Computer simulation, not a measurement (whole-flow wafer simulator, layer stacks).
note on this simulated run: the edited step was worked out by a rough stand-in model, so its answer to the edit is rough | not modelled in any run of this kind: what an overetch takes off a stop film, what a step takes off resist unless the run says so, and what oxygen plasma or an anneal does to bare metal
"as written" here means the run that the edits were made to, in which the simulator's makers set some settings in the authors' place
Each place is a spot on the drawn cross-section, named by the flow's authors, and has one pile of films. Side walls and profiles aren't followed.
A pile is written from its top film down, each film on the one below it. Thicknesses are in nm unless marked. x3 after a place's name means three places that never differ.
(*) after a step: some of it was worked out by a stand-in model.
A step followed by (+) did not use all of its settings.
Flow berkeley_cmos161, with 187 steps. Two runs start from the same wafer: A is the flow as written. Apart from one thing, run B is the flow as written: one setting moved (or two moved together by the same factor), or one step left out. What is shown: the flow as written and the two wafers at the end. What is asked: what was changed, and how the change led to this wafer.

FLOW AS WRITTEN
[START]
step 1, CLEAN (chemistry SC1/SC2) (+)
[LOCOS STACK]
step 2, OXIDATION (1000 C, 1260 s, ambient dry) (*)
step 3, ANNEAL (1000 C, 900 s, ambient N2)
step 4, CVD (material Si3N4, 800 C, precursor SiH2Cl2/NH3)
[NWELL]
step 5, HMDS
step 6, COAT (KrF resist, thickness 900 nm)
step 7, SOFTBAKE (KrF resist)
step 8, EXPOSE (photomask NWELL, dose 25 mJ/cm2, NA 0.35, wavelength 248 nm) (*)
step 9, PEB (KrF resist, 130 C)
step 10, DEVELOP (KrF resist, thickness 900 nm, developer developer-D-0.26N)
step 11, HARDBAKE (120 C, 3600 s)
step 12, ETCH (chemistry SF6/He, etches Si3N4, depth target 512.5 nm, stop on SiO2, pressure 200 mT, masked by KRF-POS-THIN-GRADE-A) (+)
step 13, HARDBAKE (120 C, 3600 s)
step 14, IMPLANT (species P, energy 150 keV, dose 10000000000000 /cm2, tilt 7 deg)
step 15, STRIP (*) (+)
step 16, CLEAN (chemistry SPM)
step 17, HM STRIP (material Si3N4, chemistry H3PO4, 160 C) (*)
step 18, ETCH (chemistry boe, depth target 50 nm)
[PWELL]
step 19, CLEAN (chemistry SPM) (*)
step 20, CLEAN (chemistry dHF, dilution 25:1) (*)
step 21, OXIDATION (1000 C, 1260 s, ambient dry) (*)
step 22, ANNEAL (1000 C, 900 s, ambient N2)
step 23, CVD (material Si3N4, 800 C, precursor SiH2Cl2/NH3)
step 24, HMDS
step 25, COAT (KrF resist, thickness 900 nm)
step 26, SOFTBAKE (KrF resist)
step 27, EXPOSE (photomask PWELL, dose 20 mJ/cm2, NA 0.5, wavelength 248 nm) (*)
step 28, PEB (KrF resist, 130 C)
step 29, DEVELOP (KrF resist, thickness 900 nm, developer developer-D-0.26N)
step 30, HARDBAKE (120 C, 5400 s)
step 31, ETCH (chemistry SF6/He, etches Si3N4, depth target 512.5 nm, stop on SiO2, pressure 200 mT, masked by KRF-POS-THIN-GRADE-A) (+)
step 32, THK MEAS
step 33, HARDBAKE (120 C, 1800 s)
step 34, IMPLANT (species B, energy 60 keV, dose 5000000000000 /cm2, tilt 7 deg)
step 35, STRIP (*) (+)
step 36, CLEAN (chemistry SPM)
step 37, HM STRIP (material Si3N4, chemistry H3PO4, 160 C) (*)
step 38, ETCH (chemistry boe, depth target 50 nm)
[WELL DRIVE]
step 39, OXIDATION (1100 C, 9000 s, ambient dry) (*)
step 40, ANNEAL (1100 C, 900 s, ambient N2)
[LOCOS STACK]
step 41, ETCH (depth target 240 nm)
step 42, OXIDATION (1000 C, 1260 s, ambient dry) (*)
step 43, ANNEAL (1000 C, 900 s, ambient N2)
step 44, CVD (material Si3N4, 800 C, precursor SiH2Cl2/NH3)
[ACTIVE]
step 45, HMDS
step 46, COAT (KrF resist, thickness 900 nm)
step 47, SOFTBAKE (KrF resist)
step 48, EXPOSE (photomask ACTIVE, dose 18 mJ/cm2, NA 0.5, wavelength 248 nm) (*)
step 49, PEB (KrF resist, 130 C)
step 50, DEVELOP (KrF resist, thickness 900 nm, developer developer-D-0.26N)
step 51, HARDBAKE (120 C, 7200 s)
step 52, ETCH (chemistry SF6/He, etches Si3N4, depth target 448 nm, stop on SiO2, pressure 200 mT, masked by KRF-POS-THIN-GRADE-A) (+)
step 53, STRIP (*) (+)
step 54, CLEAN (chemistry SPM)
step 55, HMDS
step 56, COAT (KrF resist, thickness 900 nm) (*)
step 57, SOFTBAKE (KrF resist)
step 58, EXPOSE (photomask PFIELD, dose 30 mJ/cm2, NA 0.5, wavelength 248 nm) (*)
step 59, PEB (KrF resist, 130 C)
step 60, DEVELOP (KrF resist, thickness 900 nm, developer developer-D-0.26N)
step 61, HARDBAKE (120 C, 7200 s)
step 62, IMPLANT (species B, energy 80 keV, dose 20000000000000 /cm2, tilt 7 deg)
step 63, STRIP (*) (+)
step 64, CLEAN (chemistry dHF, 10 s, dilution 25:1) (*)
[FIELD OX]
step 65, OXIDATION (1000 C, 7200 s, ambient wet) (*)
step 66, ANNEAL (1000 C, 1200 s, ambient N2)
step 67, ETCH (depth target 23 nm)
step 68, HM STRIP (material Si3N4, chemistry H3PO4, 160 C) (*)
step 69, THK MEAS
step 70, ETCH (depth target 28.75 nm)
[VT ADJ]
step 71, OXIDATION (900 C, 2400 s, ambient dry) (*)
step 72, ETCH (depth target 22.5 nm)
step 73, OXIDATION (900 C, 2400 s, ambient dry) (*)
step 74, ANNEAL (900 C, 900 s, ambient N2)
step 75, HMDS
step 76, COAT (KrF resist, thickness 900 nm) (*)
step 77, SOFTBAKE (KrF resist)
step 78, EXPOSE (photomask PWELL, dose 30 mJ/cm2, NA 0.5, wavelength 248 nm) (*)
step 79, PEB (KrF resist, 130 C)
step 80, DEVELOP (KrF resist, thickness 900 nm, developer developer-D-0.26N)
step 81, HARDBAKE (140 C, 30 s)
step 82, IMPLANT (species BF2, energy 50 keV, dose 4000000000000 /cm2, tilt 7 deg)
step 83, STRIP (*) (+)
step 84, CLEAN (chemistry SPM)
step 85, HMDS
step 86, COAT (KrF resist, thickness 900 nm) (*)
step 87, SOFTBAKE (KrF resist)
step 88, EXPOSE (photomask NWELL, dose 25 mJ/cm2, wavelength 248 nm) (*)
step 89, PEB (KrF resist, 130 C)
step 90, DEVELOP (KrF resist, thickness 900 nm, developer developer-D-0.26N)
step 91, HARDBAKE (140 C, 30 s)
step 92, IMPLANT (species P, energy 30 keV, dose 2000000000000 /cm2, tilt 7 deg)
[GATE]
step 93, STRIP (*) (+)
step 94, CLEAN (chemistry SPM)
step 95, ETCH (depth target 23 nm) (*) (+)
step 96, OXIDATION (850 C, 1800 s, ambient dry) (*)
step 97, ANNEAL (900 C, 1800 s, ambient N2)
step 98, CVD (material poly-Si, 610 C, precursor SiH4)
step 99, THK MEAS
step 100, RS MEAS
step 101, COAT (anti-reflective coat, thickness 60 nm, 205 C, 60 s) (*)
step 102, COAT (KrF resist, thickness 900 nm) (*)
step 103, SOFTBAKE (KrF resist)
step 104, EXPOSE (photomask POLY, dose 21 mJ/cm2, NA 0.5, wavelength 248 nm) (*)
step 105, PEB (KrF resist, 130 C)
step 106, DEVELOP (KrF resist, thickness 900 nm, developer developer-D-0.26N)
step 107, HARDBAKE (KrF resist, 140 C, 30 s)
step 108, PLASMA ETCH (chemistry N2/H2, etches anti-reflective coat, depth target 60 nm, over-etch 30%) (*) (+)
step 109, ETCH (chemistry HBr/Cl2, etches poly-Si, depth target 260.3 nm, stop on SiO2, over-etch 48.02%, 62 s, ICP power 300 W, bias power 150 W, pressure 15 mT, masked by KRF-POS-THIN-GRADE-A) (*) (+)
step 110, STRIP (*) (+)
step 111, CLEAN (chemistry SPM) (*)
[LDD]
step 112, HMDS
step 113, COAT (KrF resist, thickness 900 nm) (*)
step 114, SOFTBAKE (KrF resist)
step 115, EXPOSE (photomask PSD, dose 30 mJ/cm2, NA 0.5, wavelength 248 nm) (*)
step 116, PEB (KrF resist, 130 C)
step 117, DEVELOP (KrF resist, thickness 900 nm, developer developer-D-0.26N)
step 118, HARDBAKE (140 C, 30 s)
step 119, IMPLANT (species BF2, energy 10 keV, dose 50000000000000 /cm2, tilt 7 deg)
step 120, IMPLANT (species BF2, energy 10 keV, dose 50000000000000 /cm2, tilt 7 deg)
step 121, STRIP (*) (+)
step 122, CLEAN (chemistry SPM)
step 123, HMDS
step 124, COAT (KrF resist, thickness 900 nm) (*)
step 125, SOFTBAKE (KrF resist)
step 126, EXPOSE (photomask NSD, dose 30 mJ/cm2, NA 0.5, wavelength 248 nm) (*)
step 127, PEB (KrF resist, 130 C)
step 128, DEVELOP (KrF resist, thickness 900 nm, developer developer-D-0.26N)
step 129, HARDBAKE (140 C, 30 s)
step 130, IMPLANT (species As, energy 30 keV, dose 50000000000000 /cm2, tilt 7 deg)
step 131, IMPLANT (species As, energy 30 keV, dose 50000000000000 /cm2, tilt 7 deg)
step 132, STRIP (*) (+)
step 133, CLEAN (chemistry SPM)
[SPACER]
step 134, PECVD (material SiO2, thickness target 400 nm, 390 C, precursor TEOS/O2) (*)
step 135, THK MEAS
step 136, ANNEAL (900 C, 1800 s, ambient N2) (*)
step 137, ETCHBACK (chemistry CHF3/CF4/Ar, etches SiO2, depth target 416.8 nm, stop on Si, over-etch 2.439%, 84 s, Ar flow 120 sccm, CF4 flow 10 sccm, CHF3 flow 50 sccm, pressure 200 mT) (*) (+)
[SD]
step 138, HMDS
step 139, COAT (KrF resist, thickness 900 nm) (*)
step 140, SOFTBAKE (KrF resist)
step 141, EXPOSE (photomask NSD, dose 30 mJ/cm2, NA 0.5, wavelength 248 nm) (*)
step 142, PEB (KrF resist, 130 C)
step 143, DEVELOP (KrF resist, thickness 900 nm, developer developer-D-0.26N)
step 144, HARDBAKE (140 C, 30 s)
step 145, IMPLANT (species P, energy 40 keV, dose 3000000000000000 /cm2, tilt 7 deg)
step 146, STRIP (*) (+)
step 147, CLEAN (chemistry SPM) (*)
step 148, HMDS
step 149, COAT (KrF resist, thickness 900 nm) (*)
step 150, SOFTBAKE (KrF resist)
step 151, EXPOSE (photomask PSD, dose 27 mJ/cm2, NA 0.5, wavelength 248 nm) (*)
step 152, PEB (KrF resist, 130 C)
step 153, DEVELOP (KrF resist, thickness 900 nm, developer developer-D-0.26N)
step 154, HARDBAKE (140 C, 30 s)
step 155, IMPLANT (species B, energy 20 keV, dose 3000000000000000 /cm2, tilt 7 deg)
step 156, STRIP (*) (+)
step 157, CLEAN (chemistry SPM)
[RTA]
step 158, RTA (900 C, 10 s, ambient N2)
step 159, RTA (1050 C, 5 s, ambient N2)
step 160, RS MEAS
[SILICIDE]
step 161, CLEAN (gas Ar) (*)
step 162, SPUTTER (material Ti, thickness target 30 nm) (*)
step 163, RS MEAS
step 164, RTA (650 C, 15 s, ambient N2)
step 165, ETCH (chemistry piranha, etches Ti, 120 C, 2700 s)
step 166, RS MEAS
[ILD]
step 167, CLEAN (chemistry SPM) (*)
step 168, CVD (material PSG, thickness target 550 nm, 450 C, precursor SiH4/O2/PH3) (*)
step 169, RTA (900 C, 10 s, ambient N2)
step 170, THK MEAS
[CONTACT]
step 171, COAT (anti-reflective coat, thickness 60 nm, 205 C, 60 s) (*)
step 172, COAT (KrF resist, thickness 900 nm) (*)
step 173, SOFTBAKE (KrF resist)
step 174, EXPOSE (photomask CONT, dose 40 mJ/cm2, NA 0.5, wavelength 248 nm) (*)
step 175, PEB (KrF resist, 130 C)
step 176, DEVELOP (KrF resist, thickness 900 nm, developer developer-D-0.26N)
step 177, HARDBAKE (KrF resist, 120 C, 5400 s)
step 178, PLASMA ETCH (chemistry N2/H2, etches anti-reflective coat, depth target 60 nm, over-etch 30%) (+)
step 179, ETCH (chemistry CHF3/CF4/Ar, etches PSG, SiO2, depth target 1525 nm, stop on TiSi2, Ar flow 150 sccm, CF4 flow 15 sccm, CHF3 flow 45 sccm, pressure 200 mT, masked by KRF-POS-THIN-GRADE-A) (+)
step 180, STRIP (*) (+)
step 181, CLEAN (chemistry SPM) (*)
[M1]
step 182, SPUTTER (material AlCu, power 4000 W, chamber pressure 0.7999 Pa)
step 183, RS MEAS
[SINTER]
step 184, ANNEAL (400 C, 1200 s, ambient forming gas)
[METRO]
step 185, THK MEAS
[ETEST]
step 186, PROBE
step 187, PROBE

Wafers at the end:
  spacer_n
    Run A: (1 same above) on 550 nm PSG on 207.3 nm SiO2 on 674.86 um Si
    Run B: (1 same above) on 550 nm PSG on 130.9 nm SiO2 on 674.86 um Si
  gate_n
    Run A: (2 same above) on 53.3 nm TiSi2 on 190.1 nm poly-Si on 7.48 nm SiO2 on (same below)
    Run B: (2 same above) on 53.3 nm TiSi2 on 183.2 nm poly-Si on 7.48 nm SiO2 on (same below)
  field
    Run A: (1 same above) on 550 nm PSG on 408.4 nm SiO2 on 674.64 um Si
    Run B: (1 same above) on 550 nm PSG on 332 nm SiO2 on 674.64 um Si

The reason: step 134, PECVD: thickness target 320 nm was run, while the flow as written has thickness target 400 nm.

How this came from the change, step by step:
  step 134, PECVD (material SiO2, thickness target 400 nm, 390 C, precursor TEOS/O2) (*)
      field, sd_n, contact, m1: A SiO2 gains 400 | B SiO2 gains 320
      spacer_n, sd_p, spacer_p: A SiO2 gains 385 | B SiO2 gains 308.3
      (also at 2 further places)
  step 136, ANNEAL (900 C, 1800 s, ambient N2) (*)
      field, sd_n, gate_n, gate_p, contact, m1: A SiO2 loses 18 | B SiO2 loses 14.4
      spacer_n, sd_p, spacer_p: A SiO2 loses 17.3 | B SiO2 loses 13.9
  step 137, ETCHBACK (chemistry CHF3/CF4/Ar, etches SiO2, depth target 416.8 nm, stop on Si, over-etch 2.439%, 84 s, Ar flow 120 sccm, CF4 flow 10 sccm, CHF3 flow 50 sccm, pressure 200 mT) (*) (+)
      gate_n, gate_p: A SiO2 loses 382 (all of it), chemical SiO2 loses 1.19 (all of it), poly-Si loses 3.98 | B SiO2 loses 305.6 (all of it), chemical SiO2 loses 1.19 (all of it), poly-Si loses 10.9
      sd_n: A SiO2 loses 387.9 (all of it) | B SiO2 loses 311.5 (all of it)
      (also at 3 further places)
  step 139, COAT (KrF resist, thickness 900 nm) (*)
      sd_n: A KrF resist gains 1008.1 (new film) | B KrF resist gains 963.4 (new film)
      spacer_n: A KrF resist gains 816.8 (new film) | B KrF resist gains 852.9 (new film)
      (also at 6 further places)
  step 143, DEVELOP (KrF resist, thickness 900 nm, developer developer-D-0.26N)
      sd_n: A KrF resist loses 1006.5 (all of it) | B KrF resist loses 961.8 (all of it)
      spacer_n: A KrF resist loses 815.5 (all of it) | B KrF resist loses 851.5 (all of it)
      (also at 2 further places)
  step 144, HARDBAKE (140 C, 30 s)
      sd_p: A KrF resist loses 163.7 | B KrF resist loses 157.4
      spacer_p: A KrF resist loses 131 | B KrF resist loses 137.5
      (also at 2 further places)
  step 146, STRIP (*) (+)
      sd_p: A chemical SiO2 gains 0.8 (new film), KrF resist loses 832.5 (all of it), Si loses 0.35 | B chemical SiO2 gains 0.79 (new film), KrF resist loses 799.8 (all of it), Si loses 0.35
      spacer_p: A KrF resist loses 663.4 (all of it) | B KrF resist loses 696.7 (all of it)
      (also at 2 further places)
  step 149, COAT (KrF resist, thickness 900 nm) (*)
      sd_n: A KrF resist gains 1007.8 (new film) | B KrF resist gains 963.1 (new film)
      spacer_n: A KrF resist gains 817.1 (new film) | B KrF resist gains 853.2 (new film)
      (also at 6 further places)
  step 153, DEVELOP (KrF resist, thickness 900 nm, developer developer-D-0.26N)
      sd_p: A KrF resist loses 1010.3 (all of it) | B KrF resist loses 971.2 (all of it)
      spacer_p: A KrF resist loses 808.8 (all of it) | B KrF resist loses 848.6 (all of it)
      (also at 1 further place)
  step 154, HARDBAKE (140 C, 30 s)
      sd_n: A KrF resist loses 163 | B KrF resist loses 155.8
      spacer_n: A KrF resist loses 132.2 | B KrF resist loses 138.1
      (also at 3 further places)
  step 156, STRIP (*) (+)
      gate_n: A KrF resist loses 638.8 (all of it), chemical SiO2 gains 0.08 | B KrF resist loses 610.7 (all of it), chemical SiO2 gains 0.08, poly-Si loses 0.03
      sd_n: A KrF resist loses 828.9 (all of it), chemical SiO2 gains 0.08 | B KrF resist loses 791.5 (all of it), chemical SiO2 gains 0.08
      (also at 3 further places)
  step 168, CVD (material PSG, thickness target 550 nm, 450 C, precursor SiH4/O2/PH3) (*)
      sd_p: A PSG gains 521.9 (new film) | B PSG gains 534 (new film)
  step 171, COAT (anti-reflective coat, thickness 60 nm, 205 C, 60 s) (*)
      field: A anti-reflective coat gains 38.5 (new film) | B anti-reflective coat gains 37.2 (new film)
      sd_n: A anti-reflective coat gains 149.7 (new film) | B anti-reflective coat gains 109.4 (new film)
      (also at 7 further places)
  step 172, COAT (KrF resist, thickness 900 nm) (*)
      gate_n: A KrF resist gains 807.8 (new film) | B KrF resist gains 775.3 (new film)
      sd_p: A KrF resist gains 996.6 (new film) | B KrF resist gains 955.1 (new film)
      (also at 4 further places)
  step 176, DEVELOP (KrF resist, thickness 900 nm, developer developer-D-0.26N)
      contact: A KrF resist loses 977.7 (all of it) | B KrF resist loses 934.9 (all of it)
  step 178, PLASMA ETCH (chemistry N2/H2, etches anti-reflective coat, depth target 60 nm, over-etch 30%) (+)
      field, sd_n, spacer_n, gate_n, sd_p, spacer_p, gate_p, m1: A KrF resist loses 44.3 | B KrF resist loses 50.7
      contact: A anti-reflective coat loses 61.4 (all of it), PSG loses 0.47 | B anti-reflective coat loses 70.2 (all of it), PSG loses 0.54
  ... and 1 more step ...
  step 182, SPUTTER (material AlCu, power 4000 W, chamber pressure 0.7999 Pa)
      sd_p: A AlCu gains 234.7 (new film) | B AlCu gains 255.7 (new film)
